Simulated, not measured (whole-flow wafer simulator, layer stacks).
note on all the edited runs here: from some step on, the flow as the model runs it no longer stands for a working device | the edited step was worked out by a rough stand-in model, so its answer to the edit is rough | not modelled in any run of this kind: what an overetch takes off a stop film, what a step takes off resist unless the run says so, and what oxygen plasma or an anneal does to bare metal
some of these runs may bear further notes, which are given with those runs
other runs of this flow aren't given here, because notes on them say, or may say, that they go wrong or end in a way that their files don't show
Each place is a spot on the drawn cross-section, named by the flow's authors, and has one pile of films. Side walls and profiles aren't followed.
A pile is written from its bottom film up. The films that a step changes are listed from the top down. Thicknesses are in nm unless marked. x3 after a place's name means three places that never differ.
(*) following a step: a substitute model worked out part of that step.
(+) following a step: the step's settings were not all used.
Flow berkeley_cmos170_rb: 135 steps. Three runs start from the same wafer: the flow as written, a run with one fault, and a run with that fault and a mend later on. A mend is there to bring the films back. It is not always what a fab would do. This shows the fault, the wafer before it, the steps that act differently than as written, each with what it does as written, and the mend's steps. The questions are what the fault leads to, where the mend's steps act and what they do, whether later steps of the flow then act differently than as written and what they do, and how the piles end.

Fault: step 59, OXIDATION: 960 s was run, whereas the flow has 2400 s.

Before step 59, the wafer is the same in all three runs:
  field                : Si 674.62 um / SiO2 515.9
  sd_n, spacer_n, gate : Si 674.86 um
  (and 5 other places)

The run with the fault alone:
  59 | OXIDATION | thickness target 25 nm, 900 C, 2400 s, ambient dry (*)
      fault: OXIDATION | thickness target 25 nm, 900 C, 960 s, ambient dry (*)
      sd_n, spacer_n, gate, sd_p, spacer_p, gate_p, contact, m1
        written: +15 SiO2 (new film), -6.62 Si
        fault: +8.49 SiO2 (new film), -3.74 Si
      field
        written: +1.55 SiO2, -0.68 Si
        fault: +0.62 SiO2, -0.27 Si
  Steps further on in the flow that do not act as written (31 other steps are not shown; they differ only slightly, by no more than 2% or 0.5 nm, whichever is larger):
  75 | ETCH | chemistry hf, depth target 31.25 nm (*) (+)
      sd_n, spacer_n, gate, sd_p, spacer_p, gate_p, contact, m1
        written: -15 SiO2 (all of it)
        fault: -8.49 SiO2 (all of it)
  When the end is reached, the piles differ only a little from the flow's at the places that both follow, at most by 2% or 0.5 nm, whichever is larger.

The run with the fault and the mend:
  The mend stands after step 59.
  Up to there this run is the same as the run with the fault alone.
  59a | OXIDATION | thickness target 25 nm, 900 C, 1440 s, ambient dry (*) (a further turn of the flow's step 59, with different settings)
      sd_n, spacer_n, gate, sd_p, spacer_p, gate_p, contact, m1
        +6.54 SiO2, -2.88 Si
      field
        +0.93 SiO2, -0.41 Si
  Later steps of the flow that are run all act as written at every place that is followed.
  By the end, the piles equal the flow's at every place that both follow.
